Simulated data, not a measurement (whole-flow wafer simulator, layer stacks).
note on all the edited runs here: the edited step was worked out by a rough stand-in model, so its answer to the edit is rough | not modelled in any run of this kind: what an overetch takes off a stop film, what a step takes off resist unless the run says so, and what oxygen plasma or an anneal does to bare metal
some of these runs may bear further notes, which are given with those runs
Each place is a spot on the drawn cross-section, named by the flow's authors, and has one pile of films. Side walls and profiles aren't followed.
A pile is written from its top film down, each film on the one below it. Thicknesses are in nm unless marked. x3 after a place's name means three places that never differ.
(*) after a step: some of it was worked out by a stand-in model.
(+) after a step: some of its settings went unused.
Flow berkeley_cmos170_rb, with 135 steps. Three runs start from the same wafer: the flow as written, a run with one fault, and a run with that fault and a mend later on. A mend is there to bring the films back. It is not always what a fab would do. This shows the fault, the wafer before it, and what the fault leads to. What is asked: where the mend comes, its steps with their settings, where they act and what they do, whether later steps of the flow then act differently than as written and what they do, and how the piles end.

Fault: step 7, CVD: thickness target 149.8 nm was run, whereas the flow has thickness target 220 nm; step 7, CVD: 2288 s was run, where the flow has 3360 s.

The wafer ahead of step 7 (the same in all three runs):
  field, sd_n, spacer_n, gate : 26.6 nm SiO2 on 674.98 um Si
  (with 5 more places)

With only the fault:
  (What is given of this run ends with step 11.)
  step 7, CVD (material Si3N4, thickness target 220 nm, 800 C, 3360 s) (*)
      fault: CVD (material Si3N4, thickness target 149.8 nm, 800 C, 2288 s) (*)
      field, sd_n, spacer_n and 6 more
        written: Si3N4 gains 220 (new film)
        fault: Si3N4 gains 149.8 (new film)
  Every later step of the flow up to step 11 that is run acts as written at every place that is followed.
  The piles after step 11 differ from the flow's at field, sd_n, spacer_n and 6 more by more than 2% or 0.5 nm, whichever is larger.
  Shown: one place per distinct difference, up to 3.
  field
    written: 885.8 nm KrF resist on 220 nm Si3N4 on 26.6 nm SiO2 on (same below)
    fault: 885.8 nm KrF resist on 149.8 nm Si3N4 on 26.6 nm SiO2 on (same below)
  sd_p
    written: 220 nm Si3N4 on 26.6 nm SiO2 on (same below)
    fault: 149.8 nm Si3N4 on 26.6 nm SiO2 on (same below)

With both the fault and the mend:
  The mend follows step 11.
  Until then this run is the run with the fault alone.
  step 11a, STRIP (*) (+)
      field, sd_n, spacer_n, gate, contact, m1
        KrF resist loses 885.8 (all of it)
  step 11b, CLEAN (*) (the flow's step 1, run once more)
      does not change any film at any place that is followed
  step 11c, CVD (material Si3N4, thickness target 70.18 nm, 800 C, 1072 s) (*) (the flow's step 7, run once more with other settings)
      field, sd_n, spacer_n and 6 more
        Si3N4 gains 70.2
  step 11d, COAT (KrF resist, thickness 900 nm) (the flow's step 8, run once more)
      field, sd_n, spacer_n and 6 more
        KrF resist gains 900 (new film)
  step 11e, EXPOSE (photomask NWELL) (the flow's step 9, run once more)
      does not change any film at any place that is followed
  step 11f, PEB (130 C, 60 s) (*) (the flow's step 10, run once more)
      does not change any film at any place that is followed
  step 11g, DEVELOP (developer developer-D-0.26N, 45 s) (the flow's step 11, run once more)
      field, sd_n, spacer_n, gate, contact, m1
        KrF resist loses 14.2
      sd_p, spacer_p, gate_p
        KrF resist loses 900 (all of it)
  Every later step of the flow that is run acts as written at every place that is followed.
  By the end, the piles equal the flow's at every place that both follow.
